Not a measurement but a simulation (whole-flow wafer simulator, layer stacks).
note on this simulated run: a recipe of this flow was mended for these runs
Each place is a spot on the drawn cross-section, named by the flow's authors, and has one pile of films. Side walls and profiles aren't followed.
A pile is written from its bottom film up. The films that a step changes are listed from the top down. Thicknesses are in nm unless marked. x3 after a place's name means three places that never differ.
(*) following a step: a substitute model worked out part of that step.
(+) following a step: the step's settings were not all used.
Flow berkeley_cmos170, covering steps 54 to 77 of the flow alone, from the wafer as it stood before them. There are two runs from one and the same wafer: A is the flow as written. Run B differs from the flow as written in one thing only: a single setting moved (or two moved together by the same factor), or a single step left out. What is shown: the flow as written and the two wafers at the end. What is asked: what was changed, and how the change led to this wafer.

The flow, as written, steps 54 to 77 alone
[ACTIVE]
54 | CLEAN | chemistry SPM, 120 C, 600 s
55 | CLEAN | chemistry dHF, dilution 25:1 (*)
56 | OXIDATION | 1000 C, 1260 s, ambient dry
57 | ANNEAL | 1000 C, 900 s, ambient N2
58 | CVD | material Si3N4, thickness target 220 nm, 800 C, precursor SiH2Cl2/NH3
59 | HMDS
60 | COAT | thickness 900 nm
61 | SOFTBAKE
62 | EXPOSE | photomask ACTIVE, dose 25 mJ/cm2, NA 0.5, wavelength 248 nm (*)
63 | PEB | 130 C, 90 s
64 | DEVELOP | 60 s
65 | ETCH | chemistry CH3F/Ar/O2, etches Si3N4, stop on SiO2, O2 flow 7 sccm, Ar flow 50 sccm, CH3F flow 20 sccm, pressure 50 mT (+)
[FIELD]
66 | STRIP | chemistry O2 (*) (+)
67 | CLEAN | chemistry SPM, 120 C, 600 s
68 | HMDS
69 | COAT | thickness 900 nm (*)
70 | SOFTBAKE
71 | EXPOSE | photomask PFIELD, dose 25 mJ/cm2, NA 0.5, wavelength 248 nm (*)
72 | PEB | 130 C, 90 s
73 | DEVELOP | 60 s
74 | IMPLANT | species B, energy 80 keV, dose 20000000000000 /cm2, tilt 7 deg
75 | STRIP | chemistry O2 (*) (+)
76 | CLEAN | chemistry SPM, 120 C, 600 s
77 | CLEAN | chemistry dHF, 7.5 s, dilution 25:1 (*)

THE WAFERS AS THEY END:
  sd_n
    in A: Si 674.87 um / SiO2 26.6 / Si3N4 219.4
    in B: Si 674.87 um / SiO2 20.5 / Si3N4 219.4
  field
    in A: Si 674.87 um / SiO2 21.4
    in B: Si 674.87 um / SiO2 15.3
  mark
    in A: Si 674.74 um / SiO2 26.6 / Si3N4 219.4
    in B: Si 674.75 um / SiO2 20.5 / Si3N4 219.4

Cause: step 56, OXIDATION: 772 s was run, though the flow has 1260 s.

Step by step, how the change led to this:
  56 | OXIDATION | 1000 C, 1260 s, ambient dry
      field, mark, sd_n and 10 more: A SiO2 gains 26.6 (new film), Si loses 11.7 | B SiO2 gains 20.5 (new film), Si loses 9.01
